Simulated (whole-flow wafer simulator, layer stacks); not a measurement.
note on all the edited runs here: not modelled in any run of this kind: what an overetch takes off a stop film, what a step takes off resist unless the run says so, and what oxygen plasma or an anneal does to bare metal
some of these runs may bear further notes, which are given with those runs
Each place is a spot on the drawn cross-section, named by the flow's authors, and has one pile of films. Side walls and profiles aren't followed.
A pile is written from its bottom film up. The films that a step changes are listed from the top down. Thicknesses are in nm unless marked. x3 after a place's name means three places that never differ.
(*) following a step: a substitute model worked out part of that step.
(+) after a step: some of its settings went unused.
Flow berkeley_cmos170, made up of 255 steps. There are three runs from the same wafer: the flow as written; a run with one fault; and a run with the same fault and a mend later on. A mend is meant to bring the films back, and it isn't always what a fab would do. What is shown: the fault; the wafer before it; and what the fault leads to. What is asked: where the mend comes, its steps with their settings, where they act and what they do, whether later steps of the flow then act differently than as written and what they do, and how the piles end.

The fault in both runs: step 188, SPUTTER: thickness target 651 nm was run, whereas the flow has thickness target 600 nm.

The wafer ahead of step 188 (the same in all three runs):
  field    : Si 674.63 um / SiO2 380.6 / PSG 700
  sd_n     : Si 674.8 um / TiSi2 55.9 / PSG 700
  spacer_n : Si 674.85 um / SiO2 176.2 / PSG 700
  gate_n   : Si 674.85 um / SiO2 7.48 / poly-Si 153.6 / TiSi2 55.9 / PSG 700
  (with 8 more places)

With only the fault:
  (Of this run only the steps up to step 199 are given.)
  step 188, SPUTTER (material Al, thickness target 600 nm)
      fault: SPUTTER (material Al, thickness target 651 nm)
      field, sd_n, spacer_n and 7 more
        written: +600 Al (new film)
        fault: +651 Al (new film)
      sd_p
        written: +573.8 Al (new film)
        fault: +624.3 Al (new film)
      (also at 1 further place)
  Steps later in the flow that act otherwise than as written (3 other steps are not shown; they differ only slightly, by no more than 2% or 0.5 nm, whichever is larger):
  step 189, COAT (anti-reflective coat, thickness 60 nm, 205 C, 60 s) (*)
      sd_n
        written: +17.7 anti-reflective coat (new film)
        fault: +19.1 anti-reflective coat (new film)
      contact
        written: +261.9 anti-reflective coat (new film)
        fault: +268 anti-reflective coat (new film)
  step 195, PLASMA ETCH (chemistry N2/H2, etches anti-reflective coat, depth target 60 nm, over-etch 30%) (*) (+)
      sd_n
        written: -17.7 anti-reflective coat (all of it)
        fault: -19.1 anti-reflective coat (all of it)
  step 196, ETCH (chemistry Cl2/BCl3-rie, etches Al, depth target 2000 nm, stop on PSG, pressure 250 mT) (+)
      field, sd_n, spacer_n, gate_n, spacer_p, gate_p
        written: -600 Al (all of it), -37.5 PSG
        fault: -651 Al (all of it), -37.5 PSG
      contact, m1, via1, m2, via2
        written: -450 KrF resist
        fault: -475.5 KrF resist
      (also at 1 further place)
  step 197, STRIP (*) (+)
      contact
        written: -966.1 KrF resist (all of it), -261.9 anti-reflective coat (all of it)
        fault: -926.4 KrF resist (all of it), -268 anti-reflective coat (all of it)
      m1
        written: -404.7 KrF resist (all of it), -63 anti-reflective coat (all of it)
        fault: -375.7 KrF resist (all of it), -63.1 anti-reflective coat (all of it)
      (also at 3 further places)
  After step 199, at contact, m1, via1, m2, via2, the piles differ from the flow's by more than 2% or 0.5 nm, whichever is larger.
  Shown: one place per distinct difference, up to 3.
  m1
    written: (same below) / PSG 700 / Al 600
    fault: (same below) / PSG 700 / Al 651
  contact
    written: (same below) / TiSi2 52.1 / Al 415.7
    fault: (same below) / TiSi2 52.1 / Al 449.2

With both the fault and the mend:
  The mend follows step 188.
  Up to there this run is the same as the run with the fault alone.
  step 188a, ETCH (chemistry al pan, depth target 748.7 nm)
      field, sd_n, spacer_n and 7 more
        -651 Al (all of it)
      sd_p
        -624.3 Al (all of it)
      contact
        -449.2 Al (all of it)
  step 188b, SPUTTER (material Al, thickness target 600 nm) (a further turn of the flow's step 188)
      field, sd_n, spacer_n and 7 more
        +600 Al (new film)
      sd_p
        +573.8 Al (new film)
      contact
        +415.7 Al (new film)
  Later steps of the flow that are run all act as written at every place that is followed.
  The piles end the same as the flow's at every place that both follow.
